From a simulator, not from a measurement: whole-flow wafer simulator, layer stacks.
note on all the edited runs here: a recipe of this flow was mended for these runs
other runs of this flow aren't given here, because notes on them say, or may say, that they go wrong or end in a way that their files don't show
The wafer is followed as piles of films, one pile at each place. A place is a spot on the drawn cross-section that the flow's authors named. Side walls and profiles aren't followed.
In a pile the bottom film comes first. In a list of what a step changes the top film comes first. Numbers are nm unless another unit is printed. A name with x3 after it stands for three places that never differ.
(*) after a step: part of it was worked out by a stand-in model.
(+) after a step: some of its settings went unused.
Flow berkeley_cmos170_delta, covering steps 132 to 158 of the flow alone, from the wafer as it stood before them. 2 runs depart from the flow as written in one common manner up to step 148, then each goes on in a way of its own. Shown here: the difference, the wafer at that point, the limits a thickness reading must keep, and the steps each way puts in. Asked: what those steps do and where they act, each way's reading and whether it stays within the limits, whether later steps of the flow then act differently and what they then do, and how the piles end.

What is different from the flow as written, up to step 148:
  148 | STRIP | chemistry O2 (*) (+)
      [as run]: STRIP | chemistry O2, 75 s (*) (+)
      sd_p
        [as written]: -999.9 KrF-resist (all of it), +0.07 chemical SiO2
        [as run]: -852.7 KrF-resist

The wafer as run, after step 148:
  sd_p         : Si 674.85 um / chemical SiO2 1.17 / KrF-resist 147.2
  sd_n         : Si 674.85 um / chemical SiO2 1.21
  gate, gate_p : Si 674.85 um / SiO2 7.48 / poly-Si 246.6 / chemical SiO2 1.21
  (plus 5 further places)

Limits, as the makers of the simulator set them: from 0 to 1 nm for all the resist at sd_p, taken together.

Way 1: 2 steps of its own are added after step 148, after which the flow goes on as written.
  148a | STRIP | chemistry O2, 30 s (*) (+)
      sd_n, gate, gate_p, contact, m1
        +0.07 chemical SiO2
      sd_p
        -147.2 KrF-resist (all of it), +0.05 chemical SiO2
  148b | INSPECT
      alters no film at any place that is followed
  After step 148b, the reading is 0 nm, within the limits.
  None of the later steps of the flow differs from how it acts as written, at any place that is followed, by more than 2% or 0.5 nm, whichever is larger.
  By the end, the piles equal the flow's at every place that both follow.

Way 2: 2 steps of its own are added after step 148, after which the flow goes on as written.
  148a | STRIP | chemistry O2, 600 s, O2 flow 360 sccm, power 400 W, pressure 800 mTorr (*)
      sd_n, contact, m1
        +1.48 chemical SiO2, -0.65 Si
      gate, gate_p
        +1.79 chemical SiO2, -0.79 poly-Si
      sd_p
        -147.2 KrF-resist (all of it), +1.52 chemical SiO2, -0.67 Si
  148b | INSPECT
      alters no film at any place that is followed
  After step 148b, the reading is 0 nm, within the limits.
  Later steps of the flow acting differently than as written (3 other steps are not shown; they differ only slightly, by no more than 2% or 0.5 nm, whichever is larger):
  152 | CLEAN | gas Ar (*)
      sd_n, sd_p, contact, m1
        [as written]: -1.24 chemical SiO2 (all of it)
        [this way]: -2.69 chemical SiO2 (all of it)
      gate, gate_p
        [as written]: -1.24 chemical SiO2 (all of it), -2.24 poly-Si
        [this way]: -3 chemical SiO2 (all of it), -1.28 poly-Si
  At the end the piles are close to the flow's at the places that both follow, differing by at most 2% or 0.5 nm, whichever is larger.

Staying within the limits: way 1, way 2.
